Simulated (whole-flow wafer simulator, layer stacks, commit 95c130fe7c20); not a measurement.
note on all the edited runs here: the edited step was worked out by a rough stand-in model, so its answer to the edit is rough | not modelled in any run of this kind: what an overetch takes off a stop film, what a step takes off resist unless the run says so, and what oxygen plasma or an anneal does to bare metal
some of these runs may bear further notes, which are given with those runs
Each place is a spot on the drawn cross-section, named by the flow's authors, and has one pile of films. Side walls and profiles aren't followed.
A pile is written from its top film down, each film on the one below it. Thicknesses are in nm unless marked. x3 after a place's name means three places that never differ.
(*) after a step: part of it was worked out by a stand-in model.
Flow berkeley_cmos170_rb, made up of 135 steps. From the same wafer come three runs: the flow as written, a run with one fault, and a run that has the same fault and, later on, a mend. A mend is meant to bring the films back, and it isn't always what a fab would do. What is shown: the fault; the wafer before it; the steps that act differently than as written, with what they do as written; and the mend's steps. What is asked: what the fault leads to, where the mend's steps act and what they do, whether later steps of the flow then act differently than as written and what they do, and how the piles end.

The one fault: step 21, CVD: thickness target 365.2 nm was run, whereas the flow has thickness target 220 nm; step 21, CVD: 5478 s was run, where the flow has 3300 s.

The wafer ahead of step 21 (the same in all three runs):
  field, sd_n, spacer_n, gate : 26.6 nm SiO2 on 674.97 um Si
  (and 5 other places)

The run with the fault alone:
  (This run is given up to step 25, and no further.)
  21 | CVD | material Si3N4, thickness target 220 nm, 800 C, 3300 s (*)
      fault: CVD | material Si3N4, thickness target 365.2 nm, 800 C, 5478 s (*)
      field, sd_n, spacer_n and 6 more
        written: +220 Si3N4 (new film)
        fault: +365.2 Si3N4 (new film)
  Every later step of the flow up to step 25 that is run acts as written at every place that is followed.
  The piles after step 25 differ from the flow's at field, sd_n, spacer_n and 6 more by more than 2% or 0.5 nm, whichever is larger.
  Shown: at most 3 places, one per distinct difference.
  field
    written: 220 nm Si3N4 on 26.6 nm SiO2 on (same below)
    fault: 365.2 nm Si3N4 on 26.6 nm SiO2 on (same below)
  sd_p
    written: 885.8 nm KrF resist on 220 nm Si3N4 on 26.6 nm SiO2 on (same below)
    fault: 885.8 nm KrF resist on 365.2 nm Si3N4 on 26.6 nm SiO2 on (same below)

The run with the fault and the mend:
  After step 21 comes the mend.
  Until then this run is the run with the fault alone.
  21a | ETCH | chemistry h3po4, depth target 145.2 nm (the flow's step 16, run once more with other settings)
      field, sd_n, spacer_n and 6 more
        -145.2 Si3N4
  Every later step of the flow that is run acts as written at every place that is followed.
  By the end, the piles equal the flow's at every place that both follow.
